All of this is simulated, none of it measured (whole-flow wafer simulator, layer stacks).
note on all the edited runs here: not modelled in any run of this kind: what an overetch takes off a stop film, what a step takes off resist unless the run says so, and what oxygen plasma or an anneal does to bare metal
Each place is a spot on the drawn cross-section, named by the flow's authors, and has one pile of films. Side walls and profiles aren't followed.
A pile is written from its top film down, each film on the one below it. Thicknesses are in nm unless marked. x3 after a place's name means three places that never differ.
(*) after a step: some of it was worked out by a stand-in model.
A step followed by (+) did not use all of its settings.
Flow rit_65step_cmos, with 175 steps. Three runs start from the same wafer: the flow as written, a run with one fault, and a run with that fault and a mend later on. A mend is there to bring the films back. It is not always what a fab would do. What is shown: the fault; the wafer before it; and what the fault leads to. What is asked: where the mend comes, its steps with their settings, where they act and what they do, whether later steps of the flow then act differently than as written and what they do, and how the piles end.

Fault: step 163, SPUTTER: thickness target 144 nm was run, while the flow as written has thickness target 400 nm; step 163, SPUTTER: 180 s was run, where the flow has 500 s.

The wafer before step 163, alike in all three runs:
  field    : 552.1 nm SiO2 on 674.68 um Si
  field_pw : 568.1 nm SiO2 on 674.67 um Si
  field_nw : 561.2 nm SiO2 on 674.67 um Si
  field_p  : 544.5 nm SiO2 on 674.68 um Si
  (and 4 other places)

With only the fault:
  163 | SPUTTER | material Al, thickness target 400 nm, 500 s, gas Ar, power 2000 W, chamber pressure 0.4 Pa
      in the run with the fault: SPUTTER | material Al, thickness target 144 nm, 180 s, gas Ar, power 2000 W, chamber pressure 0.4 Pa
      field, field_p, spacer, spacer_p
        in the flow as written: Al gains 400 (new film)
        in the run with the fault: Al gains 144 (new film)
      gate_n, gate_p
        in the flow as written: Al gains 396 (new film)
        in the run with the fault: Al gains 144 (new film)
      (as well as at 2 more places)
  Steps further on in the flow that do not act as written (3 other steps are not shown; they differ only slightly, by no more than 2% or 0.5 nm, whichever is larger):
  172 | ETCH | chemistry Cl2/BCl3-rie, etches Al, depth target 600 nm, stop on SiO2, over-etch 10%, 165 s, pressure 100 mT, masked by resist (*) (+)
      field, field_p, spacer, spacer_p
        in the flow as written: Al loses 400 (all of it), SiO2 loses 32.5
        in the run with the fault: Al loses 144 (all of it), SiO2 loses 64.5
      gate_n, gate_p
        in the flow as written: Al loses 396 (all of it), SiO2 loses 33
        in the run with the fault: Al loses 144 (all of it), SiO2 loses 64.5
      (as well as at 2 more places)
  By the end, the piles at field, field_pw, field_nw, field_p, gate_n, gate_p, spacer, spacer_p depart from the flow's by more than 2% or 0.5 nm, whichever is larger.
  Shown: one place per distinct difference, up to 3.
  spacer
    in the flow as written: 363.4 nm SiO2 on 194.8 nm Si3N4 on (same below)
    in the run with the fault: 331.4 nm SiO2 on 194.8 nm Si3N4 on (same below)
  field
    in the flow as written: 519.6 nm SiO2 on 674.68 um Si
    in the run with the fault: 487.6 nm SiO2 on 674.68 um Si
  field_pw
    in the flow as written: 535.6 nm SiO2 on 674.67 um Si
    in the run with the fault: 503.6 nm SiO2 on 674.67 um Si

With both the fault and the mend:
  The mend stands after step 164.
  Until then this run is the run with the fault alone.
  164a | ETCH | chemistry al pan, depth target 166.2 nm
      field, field_p, gate_n, gate_p, spacer, spacer_p
        Al loses 144 (all of it)
      field_pw, field_nw
        Al loses 143.9 (all of it)
  164b | SPUTTER | material Al, thickness target 400 nm, 500 s, gas Ar, power 2000 W, chamber pressure 0.4 Pa (a further turn of the flow's step 163)
      field, field_pw, field_p, spacer, spacer_p
        Al gains 400 (new film)
      gate_n, gate_p
        Al gains 396 (new film)
      field_nw
        Al gains 397.2 (new film)
  Later steps of the flow that are run all act as written at every place that is followed.
  At every place that both follow, the piles at the end match the flow's.
